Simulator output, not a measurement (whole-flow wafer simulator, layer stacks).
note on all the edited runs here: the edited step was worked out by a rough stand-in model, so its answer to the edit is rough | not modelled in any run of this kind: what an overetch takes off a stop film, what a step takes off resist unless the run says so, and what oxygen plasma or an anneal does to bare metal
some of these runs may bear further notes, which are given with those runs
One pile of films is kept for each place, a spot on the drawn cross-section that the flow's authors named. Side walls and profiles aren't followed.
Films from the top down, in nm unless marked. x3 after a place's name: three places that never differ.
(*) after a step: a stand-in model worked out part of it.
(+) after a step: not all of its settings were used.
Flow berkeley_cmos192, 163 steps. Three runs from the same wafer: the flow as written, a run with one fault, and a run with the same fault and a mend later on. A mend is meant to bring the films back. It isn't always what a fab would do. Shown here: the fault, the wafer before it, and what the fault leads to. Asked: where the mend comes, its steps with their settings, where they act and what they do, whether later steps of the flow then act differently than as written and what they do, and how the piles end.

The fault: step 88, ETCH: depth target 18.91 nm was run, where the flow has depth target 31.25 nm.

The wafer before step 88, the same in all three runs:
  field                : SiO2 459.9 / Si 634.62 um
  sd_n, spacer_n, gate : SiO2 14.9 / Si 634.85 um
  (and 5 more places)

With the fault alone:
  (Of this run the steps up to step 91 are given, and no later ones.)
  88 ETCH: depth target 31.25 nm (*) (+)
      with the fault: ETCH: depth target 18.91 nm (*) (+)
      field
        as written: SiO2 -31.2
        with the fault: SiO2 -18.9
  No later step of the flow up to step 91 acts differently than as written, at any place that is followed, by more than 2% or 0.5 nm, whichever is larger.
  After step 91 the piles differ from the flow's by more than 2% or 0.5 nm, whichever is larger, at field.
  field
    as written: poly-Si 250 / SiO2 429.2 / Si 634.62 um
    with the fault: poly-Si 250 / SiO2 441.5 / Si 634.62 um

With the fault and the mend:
  The mend comes after step 88.
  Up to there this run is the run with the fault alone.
  88a ETCH: depth target 12.34 nm (*) (+) (the flow's step 88 once more, with other settings)
      field
        SiO2 -12.3
  No later step of the flow acts differently than as written at any place that is followed.
  At the end the piles are the same as the flow's at every place that both follow.
